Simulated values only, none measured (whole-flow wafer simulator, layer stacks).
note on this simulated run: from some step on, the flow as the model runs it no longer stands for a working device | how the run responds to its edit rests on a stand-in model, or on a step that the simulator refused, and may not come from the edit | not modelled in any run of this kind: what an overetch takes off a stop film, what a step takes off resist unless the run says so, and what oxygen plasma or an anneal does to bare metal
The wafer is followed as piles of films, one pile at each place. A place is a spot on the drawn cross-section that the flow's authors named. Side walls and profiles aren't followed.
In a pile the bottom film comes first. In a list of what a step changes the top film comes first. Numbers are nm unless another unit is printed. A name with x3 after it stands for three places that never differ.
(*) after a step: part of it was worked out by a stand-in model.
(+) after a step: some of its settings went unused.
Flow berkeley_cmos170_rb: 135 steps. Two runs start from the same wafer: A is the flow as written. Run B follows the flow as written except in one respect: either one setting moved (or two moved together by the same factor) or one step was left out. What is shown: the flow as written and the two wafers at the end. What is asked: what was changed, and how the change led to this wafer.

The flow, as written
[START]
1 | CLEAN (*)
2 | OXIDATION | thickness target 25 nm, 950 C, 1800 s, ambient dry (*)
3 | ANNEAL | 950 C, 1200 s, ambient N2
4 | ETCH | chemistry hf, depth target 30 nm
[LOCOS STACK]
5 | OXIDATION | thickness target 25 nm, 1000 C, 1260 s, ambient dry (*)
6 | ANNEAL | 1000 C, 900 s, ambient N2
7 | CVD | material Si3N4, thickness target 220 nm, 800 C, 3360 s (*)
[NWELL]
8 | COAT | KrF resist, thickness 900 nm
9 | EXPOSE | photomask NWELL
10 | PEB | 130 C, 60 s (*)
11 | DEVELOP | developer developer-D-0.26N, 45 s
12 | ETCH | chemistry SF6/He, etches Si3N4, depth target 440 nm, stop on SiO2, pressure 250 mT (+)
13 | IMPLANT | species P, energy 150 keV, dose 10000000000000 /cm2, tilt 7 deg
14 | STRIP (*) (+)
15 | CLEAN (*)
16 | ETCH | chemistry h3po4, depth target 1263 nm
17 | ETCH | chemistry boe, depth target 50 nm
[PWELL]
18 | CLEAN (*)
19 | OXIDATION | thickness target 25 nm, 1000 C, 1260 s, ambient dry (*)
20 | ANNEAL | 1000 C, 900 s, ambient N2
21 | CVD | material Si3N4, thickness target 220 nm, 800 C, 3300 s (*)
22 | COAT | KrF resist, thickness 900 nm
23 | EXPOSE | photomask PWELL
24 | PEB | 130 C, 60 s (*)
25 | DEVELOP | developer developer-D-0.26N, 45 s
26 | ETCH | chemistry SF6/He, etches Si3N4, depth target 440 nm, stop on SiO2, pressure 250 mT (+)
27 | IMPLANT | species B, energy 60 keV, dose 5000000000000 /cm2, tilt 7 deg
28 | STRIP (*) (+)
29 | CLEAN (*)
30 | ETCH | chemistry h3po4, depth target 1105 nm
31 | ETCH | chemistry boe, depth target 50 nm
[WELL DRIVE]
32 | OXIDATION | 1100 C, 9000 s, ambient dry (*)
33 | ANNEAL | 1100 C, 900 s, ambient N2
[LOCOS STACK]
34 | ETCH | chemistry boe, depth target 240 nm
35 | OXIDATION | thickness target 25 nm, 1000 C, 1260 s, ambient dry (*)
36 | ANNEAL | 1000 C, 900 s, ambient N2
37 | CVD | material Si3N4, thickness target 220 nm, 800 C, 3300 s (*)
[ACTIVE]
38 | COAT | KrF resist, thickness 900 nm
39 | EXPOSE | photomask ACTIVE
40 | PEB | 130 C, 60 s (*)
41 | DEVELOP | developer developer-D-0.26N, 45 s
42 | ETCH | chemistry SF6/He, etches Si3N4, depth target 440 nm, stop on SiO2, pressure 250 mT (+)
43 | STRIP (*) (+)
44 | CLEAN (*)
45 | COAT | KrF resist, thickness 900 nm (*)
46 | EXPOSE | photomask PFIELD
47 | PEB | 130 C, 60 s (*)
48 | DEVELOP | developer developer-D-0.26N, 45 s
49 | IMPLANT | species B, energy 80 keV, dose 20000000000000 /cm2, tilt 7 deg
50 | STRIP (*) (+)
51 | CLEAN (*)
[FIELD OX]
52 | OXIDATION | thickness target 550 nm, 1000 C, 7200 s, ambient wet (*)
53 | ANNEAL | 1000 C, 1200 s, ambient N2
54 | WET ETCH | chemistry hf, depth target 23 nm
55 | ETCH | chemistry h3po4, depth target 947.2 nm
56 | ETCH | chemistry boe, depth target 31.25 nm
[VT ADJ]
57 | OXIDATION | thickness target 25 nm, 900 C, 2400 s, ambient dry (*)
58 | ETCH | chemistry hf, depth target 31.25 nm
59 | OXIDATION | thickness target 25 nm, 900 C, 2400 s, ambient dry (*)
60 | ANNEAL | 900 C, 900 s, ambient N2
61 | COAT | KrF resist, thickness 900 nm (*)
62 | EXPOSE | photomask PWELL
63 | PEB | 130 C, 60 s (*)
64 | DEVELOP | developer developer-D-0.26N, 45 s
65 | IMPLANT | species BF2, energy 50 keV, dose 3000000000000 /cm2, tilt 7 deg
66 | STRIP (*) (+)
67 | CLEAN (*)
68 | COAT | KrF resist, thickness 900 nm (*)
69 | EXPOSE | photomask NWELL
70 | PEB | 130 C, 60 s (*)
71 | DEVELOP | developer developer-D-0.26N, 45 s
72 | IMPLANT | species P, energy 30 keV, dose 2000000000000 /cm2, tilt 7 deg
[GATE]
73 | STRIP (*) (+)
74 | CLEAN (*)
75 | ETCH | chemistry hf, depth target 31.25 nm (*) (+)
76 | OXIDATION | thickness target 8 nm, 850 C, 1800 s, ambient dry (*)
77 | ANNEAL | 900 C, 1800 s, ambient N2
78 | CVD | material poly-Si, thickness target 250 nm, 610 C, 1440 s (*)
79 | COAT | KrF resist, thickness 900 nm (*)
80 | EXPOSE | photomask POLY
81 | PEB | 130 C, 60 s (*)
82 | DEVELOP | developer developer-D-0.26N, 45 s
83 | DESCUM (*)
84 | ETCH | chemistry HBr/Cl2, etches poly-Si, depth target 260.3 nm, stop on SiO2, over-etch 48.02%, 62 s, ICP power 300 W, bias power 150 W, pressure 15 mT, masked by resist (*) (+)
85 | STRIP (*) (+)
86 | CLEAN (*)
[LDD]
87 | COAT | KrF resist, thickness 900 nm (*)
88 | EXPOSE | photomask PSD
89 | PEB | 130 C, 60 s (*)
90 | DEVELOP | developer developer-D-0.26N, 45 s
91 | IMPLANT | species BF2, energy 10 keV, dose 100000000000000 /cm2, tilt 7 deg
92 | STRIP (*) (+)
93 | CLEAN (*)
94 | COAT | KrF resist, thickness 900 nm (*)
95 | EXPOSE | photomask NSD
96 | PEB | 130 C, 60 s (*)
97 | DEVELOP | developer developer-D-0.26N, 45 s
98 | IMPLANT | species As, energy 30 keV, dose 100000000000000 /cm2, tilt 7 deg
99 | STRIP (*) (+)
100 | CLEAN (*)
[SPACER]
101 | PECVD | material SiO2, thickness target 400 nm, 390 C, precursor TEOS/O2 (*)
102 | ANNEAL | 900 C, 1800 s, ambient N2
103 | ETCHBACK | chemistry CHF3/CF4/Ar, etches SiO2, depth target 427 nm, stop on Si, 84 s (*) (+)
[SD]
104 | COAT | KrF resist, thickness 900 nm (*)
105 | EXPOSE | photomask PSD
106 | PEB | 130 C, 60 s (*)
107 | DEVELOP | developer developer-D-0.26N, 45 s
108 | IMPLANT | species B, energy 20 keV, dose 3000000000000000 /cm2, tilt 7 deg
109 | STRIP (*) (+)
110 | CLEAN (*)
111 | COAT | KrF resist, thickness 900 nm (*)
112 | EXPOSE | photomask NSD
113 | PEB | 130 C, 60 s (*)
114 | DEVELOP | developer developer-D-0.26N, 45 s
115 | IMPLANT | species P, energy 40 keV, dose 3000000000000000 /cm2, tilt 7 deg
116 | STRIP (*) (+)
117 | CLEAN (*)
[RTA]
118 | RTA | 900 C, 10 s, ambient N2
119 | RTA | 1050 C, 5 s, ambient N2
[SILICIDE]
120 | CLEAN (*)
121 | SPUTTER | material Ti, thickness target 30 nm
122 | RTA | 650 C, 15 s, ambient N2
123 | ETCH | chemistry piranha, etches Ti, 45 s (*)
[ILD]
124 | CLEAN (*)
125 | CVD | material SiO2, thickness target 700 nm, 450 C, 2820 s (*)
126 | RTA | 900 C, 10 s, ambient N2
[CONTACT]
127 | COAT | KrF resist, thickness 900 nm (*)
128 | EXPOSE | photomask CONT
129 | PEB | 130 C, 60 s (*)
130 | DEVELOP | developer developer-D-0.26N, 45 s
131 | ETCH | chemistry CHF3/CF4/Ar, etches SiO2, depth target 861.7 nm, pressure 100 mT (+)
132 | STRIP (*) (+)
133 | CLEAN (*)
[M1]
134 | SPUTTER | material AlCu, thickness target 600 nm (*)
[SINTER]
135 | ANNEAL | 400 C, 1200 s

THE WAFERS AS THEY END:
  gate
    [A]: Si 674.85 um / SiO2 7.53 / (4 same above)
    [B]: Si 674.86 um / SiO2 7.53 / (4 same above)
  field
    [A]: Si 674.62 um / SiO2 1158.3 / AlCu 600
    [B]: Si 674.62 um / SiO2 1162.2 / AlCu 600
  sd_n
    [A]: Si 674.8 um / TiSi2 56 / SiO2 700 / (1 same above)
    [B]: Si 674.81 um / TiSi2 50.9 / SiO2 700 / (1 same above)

The reason: step 34, ETCH: depth target 180 nm was run, while the flow as written has depth target 240 nm.

How this came from the change, step by step:
  34 | ETCH | chemistry boe, depth target 240 nm
      field, sd_n, spacer_n and 6 more: A SiO2 loses 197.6 (all of it) | B SiO2 loses 180
  35 | OXIDATION | thickness target 25 nm, 1000 C, 1260 s, ambient dry (*)
      field, sd_n, spacer_n and 6 more: A SiO2 gains 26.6 (new film), Si loses 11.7 | B SiO2 gains 21.4, Si loses 9.41
  52 | OXIDATION | thickness target 550 nm, 1000 C, 7200 s, ambient wet (*)
      gate: A SiO2 gains 12.9 (new film), Si3N4 loses 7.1, SiO2 gains 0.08, Si loses 0.08 | B SiO2 gains 12.9 (new film), Si3N4 loses 7.1
      sd_n: A SiO2 gains 12.9 (new film), Si3N4 loses 7.1, SiO2 gains 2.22, Si loses 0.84 | B SiO2 gains 12.9 (new film), Si3N4 loses 7.1, SiO2 gains 8.11, Si loses 3.34
      (as well as at 2 more places)
  56 | ETCH | chemistry boe, depth target 31.25 nm
      spacer_n, gate, sd_p, spacer_p, gate_p, contact: A SiO2 loses 26.6 (all of it) | B SiO2 loses 31.2
      sd_n: A SiO2 loses 28.8 (all of it) | B SiO2 loses 31.2
      (as well as at 1 more place)
  57 | OXIDATION | thickness target 25 nm, 900 C, 2400 s, ambient dry (*)
      spacer_n, gate, spacer_p, gate_p, contact: A SiO2 gains 15 (new film), Si loses 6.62 | B SiO2 gains 12.5, Si loses 5.52
      sd_n: A SiO2 gains 15 (new film), Si loses 6.62 | B SiO2 gains 10.9, Si loses 4.81
      (as well as at 2 more places)
  58 | ETCH | chemistry hf, depth target 31.25 nm
      spacer_n, gate, spacer_p, gate_p, contact: A SiO2 loses 15 (all of it) | B SiO2 loses 20.3 (all of it)
      sd_n: A SiO2 loses 15 (all of it) | B SiO2 loses 26.8 (all of it)
      (as well as at 2 more places)
  121 | SPUTTER | material Ti, thickness target 30 nm
      sd_n: A Ti gains 30 (new film) | B Ti gains 27.2 (new film)
  122 | RTA | 650 C, 15 s, ambient N2
      sd_n: A Ti loses 23.4, TiSi first gains 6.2 (new film), TiSi2 C49 gains 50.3 (new film), Si loses 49 | B Ti loses 21.2, TiSi first gains 0.85 (new film), TiSi2 C49 gains 52.8 (new film), Si loses 47.7
  123 | ETCH | chemistry piranha, etches Ti, 45 s (*)
      sd_n: A Ti loses 6.6 (all of it) | B Ti loses 5.99 (all of it)
  126 | RTA | 900 C, 10 s, ambient N2
      sd_n: A under 1 film: TiSi2 gains 56 (new film), TiSi first loses 6.2 (all of it), TiSi2 C49 loses 50.3 (all of it), Si loses 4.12 | B under 1 film: TiSi2 gains 50.9 (new film), TiSi first loses 0.85 (all of it), TiSi2 C49 loses 52.8 (all of it), Si loses 0.56
